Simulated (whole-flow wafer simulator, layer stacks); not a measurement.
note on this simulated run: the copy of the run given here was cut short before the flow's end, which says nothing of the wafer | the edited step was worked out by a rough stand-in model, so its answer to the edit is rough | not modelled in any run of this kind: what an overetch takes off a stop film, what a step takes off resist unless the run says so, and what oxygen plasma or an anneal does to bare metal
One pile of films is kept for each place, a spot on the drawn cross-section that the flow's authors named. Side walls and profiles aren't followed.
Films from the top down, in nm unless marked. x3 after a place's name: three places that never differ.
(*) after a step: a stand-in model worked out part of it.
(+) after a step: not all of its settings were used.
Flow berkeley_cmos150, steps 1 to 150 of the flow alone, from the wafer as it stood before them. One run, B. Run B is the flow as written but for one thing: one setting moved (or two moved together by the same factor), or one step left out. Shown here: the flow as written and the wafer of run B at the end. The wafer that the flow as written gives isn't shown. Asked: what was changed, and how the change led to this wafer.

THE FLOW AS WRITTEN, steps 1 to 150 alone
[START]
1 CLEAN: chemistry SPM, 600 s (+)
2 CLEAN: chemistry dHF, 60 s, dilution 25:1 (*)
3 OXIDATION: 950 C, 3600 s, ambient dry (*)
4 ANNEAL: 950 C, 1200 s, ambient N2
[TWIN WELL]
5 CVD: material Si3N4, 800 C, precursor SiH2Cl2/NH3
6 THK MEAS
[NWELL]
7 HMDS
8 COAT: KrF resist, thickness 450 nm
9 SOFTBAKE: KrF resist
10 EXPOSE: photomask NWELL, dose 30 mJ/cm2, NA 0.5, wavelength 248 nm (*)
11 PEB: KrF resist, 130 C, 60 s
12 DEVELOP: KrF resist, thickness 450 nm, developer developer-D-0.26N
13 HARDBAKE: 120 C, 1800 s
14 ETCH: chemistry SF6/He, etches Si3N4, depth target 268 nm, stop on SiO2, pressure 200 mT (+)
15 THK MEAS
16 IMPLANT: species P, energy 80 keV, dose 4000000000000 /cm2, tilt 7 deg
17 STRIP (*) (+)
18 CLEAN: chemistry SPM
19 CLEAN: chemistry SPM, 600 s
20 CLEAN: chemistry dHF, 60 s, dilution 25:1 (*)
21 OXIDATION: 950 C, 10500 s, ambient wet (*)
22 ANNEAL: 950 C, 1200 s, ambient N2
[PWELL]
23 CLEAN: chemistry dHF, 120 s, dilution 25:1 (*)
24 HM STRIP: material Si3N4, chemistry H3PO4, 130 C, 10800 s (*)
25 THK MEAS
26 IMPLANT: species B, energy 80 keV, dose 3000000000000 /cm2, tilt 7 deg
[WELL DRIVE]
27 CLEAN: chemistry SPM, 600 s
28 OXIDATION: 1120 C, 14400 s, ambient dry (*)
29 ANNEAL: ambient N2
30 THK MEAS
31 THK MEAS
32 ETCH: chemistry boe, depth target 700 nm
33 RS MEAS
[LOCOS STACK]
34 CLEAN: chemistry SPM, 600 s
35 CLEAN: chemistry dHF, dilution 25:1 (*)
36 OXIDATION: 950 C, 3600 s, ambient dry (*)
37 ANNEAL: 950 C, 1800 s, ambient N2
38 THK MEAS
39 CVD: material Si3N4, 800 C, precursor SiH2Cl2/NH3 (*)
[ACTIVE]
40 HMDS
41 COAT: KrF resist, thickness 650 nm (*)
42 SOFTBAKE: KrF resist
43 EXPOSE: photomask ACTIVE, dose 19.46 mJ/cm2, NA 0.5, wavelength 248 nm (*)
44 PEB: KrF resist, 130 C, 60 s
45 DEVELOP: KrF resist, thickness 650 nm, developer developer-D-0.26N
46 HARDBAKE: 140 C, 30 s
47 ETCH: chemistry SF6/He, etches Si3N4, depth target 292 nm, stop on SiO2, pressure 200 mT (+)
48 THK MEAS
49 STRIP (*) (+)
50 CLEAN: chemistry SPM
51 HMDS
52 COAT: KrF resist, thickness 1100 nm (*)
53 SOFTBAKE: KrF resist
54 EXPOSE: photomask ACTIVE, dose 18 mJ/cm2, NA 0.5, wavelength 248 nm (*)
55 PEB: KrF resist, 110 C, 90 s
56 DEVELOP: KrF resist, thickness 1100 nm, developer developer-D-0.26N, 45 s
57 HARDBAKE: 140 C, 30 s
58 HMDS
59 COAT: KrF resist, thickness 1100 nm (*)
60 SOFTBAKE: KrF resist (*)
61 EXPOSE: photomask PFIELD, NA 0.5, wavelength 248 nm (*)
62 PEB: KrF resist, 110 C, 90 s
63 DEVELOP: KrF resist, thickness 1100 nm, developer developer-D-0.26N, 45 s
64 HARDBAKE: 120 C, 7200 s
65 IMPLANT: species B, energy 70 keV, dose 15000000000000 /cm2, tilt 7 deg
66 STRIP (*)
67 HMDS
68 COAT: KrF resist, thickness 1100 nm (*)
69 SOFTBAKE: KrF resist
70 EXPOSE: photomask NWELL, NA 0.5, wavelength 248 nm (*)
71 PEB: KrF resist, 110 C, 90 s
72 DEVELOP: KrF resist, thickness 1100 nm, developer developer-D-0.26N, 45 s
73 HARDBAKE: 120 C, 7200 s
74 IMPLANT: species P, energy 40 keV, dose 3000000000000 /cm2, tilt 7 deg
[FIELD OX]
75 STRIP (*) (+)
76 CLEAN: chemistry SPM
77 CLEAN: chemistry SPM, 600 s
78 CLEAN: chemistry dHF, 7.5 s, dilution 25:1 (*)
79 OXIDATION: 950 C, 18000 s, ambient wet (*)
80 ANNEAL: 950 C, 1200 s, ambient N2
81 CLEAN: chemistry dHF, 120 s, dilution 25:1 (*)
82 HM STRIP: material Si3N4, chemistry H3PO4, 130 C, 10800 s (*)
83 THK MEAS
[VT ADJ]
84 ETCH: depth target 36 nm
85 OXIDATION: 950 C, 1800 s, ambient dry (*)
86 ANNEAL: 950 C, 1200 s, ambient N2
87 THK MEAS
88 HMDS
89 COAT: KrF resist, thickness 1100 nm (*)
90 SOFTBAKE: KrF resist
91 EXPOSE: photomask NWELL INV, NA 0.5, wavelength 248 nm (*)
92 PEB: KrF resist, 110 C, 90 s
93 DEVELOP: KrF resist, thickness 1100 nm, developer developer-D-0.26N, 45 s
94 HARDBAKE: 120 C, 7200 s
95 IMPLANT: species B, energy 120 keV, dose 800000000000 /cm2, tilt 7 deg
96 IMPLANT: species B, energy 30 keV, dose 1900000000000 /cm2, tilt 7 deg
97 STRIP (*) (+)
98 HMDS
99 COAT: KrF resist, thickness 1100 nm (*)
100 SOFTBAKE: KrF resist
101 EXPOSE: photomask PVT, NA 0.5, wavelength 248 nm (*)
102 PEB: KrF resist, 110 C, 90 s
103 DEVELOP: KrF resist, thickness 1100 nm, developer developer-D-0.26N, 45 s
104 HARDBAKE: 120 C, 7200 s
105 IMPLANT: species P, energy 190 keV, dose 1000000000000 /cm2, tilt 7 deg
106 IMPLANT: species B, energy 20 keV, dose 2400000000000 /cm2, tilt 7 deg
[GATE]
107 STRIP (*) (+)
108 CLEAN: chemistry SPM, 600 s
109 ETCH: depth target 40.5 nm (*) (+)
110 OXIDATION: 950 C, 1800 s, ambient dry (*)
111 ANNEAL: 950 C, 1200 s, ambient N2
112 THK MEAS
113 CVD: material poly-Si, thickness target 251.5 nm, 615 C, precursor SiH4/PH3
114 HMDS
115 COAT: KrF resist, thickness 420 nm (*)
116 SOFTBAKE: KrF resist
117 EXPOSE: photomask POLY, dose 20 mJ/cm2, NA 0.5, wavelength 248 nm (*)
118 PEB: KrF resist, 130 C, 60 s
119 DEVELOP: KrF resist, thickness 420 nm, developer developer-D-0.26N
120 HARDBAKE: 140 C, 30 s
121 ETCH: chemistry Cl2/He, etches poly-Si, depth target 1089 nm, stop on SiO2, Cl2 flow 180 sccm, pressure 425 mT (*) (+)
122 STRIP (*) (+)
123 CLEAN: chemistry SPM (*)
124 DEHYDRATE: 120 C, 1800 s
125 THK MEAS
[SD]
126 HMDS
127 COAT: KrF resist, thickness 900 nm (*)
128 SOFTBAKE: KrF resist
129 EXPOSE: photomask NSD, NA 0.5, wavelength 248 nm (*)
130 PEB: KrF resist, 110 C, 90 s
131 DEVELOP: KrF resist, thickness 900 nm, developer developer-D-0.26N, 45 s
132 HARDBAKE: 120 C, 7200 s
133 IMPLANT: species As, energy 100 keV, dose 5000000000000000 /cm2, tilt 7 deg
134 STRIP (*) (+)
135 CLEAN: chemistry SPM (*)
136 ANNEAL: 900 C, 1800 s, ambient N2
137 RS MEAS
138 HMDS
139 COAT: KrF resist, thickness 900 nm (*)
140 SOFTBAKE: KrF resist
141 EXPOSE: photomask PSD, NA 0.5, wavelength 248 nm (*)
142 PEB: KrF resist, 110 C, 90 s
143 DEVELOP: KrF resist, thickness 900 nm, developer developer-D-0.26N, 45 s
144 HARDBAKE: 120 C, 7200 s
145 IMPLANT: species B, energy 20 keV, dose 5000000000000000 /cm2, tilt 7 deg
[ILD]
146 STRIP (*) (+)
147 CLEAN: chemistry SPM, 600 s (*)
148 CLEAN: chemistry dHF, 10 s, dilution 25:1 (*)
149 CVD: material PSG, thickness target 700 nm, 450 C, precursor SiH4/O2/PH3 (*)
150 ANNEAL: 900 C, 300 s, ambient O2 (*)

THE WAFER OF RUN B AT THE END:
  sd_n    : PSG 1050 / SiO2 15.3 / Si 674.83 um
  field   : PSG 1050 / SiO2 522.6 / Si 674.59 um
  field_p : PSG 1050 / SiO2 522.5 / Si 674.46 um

The cause: step 149, CVD: thickness target 1050 nm was run, where the flow has thickness target 700 nm.
It can be read off the wafer: sd_n has PSG 1050, and step 149 as written asks for 700 nm.

How the change led to this, step by step:
  149 CVD: material PSG, thickness target 700 nm, 450 C, precursor SiH4/O2/PH3 (*)
      field, field_p, sd_n, gate_n, gate_p, contact, m1: PSG +1050 (new film) (as written it would be: PSG +700 (new film))
      sd_p: PSG +1022.6 (new film) (as written it would be: PSG +639.5 (new film))
